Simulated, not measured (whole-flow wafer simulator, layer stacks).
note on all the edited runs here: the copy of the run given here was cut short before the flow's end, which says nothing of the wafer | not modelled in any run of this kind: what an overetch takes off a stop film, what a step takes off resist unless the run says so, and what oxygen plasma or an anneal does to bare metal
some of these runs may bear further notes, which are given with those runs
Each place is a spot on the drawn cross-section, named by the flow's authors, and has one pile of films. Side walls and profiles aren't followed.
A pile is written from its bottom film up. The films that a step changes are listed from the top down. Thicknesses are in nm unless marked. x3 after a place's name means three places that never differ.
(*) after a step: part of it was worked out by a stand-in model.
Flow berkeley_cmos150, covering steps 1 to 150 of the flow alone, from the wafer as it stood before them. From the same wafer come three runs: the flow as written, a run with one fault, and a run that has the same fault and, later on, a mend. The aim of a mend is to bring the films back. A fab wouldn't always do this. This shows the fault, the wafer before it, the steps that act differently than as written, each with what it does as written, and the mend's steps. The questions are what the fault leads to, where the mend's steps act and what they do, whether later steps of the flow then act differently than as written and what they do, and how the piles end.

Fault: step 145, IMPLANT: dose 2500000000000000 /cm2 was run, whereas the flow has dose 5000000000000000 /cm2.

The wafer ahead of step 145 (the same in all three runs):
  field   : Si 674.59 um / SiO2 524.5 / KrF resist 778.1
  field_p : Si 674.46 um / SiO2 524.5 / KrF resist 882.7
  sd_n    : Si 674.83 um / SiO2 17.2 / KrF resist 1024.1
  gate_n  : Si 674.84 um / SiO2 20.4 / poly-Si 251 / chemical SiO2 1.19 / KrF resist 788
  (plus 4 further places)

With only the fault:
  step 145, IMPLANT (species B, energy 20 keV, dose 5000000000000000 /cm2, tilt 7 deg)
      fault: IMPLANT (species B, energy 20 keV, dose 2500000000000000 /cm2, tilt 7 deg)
      at every place that is followed, does what it does as written
  Steps later in the flow that act otherwise than as written (not shown: 1 more step that differs only slightly, by at most 2% or 0.5 nm, whichever is larger):
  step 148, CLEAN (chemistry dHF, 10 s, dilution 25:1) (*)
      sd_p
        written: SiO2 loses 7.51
        fault: SiO2 loses 6.76
  The piles end different from the flow's at sd_p by more than 2% or 0.5 nm, whichever is larger.
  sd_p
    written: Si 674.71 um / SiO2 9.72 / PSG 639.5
    fault: Si 674.71 um / SiO2 10.5 / PSG 639.7

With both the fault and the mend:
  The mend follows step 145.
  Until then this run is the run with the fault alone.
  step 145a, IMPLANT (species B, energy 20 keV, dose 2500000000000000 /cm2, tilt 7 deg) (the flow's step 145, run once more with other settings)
      leaves every film unchanged at each place that is followed
  None of the later steps of the flow acts differently than as written at any place that is followed.
  By the end, the piles equal the flow's at every place that both follow.
